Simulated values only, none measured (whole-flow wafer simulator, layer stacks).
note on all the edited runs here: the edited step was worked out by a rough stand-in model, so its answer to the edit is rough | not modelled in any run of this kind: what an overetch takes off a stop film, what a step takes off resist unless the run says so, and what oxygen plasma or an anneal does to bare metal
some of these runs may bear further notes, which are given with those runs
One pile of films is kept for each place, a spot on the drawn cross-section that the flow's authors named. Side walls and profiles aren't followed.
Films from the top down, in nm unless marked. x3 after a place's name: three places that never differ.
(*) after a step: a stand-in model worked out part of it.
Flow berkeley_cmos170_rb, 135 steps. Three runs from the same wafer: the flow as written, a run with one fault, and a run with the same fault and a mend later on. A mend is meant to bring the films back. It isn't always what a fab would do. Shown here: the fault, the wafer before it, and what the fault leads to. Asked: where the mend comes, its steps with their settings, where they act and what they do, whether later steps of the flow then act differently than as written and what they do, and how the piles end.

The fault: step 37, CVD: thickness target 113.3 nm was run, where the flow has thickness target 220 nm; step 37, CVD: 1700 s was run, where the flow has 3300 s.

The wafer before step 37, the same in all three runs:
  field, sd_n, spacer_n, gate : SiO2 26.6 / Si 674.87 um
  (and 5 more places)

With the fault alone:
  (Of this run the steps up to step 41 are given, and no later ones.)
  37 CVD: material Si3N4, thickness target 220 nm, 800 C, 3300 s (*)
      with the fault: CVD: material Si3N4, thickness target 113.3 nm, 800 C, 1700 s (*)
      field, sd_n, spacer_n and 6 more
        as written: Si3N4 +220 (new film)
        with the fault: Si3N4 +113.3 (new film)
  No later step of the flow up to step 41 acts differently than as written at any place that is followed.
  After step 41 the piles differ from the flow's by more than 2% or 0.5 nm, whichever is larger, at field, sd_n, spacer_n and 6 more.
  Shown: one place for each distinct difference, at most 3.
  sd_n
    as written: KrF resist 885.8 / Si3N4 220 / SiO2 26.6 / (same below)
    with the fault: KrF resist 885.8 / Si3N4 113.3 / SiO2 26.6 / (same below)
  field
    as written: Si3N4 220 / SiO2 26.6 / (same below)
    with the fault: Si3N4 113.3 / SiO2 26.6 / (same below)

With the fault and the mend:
  The mend comes after step 37.
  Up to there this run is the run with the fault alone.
  37a ETCH: chemistry h3po4, depth target 130.4 nm (the flow's step 30 once more, with other settings)
      field, sd_n, spacer_n and 6 more
        Si3N4 -113.3 (all of it)
  37b CLEAN (*)
      changes no film at any place that is followed
  37c CVD: material Si3N4, thickness target 220 nm, 800 C, 3300 s (*) (the flow's step 37 once more)
      field, sd_n, spacer_n and 6 more
        Si3N4 +220 (new film)
  No later step of the flow acts differently than as written at any place that is followed.
  At the end the piles are the same as the flow's at every place that both follow.
